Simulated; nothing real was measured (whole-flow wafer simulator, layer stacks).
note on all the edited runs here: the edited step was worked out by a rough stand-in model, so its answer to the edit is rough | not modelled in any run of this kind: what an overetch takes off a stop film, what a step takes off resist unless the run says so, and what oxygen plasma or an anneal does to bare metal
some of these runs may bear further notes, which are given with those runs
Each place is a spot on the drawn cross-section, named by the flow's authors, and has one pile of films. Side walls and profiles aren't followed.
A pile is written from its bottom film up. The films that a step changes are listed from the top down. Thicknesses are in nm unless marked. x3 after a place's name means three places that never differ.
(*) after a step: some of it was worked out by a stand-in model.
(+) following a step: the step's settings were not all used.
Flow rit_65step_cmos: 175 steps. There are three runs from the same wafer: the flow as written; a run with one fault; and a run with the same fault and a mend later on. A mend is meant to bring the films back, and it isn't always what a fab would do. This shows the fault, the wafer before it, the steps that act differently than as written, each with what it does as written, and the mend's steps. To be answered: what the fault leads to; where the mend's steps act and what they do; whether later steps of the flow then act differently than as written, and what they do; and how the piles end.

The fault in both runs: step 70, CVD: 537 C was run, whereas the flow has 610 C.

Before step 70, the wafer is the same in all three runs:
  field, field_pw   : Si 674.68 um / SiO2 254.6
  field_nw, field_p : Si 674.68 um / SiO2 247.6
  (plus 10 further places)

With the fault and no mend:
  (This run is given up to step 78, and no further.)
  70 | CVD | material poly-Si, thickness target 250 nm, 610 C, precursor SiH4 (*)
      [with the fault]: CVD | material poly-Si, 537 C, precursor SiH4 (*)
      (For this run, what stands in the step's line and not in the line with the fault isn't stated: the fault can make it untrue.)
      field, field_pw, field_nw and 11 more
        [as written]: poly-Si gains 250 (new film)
        [with the fault]: poly-Si gains 45.7 (new film)
  Every later step of the flow up to step 78 that is run acts as written, at every place that is followed, to within 2% or 0.5 nm, whichever is larger.
  Once step 78 is done, the piles at field, field_pw, field_nw and 11 more depart from the flow's by more than 2% or 0.5 nm, whichever is larger.
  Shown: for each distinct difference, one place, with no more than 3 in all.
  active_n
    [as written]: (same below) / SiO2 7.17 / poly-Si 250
    [with the fault]: (same below) / SiO2 7.17 / poly-Si 45.7
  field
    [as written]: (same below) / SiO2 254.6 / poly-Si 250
    [with the fault]: (same below) / SiO2 254.6 / poly-Si 45.7
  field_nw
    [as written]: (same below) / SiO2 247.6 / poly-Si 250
    [with the fault]: (same below) / SiO2 247.6 / poly-Si 45.7

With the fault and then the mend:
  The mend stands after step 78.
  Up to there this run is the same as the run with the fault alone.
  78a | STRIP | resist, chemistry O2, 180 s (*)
      field, field_pw, field_nw and 9 more
        chemical SiO2 gains 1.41 (new film), poly-Si loses 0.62
      gate_n, gate_p
        chemical SiO2 gains 1.33 (new film), resist loses 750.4 (all of it), poly-Si loses 0.59
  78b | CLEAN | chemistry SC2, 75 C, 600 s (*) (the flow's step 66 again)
      alters no film at any place that is followed
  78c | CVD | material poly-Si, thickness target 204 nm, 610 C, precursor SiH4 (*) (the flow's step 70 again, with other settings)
      field, field_pw, field_nw and 11 more
        poly-Si gains 204 (new film)
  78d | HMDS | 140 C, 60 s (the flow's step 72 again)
      alters no film at any place that is followed
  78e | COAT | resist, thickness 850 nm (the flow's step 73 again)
      active_n, active_p, sd_p
        resist gains 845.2 (new film)
      gate_n, gate_p, sd_n
        resist gains 846.9 (new film)
      spacer, spacer_p
        resist gains 846.8 (new film)
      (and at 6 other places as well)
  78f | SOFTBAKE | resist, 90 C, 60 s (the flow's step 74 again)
      alters no film at any place that is followed
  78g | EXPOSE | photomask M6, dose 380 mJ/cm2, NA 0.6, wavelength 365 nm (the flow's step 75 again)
      alters no film at any place that is followed
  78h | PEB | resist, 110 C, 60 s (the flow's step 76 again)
      gate_n, gate_p, spacer, spacer_p, sd_n, contact, m1
        resist loses 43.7
      active_n, active_p, sd_p
        resist loses 43.6
      field
        resist loses 45.3
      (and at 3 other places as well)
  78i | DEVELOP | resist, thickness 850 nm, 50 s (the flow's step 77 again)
      active_n, active_p
        resist loses 801.6 (all of it)
      spacer, spacer_p
        resist loses 803.1 (all of it)
      field
        resist loses 832.7 (all of it)
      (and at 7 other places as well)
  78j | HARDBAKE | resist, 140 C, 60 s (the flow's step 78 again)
      gate_n, gate_p
        resist loses 52.7
  Steps later in the flow that act otherwise than as written (not shown: 33 more steps that differ only slightly, by at most 2% or 0.5 nm, whichever is larger):
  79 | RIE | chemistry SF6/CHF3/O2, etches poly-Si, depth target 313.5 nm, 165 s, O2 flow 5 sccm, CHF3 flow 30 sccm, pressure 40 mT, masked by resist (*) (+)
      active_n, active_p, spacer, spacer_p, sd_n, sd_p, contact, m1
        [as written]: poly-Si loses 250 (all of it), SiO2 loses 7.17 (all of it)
        [with the mend]: poly-Si loses 204 (all of it), chemical SiO2 loses 1.41 (all of it), poly-Si loses 45.1 (all of it), SiO2 loses 7.17 (all of it)
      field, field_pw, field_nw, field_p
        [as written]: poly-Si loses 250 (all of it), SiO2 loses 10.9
        [with the mend]: poly-Si loses 204 (all of it), chemical SiO2 loses 1.41 (all of it), poly-Si loses 45.1 (all of it), SiO2 loses 9.69
  By the end, the piles at gate_n, gate_p depart from the flow's by more than 2% or 0.5 nm, whichever is larger.
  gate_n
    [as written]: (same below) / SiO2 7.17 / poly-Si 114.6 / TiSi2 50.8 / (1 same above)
    [with the mend]: (same below) / SiO2 7.17 / poly-Si 45.2 / chemical SiO2 1.33 / poly-Si 68.6 / TiSi2 50.8 / (1 same above)
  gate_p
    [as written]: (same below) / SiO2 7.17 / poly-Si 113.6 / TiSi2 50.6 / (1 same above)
    [with the mend]: (same below) / SiO2 7.17 / poly-Si 45.2 / chemical SiO2 1.33 / poly-Si 67.6 / TiSi2 50.6 / (1 same above)
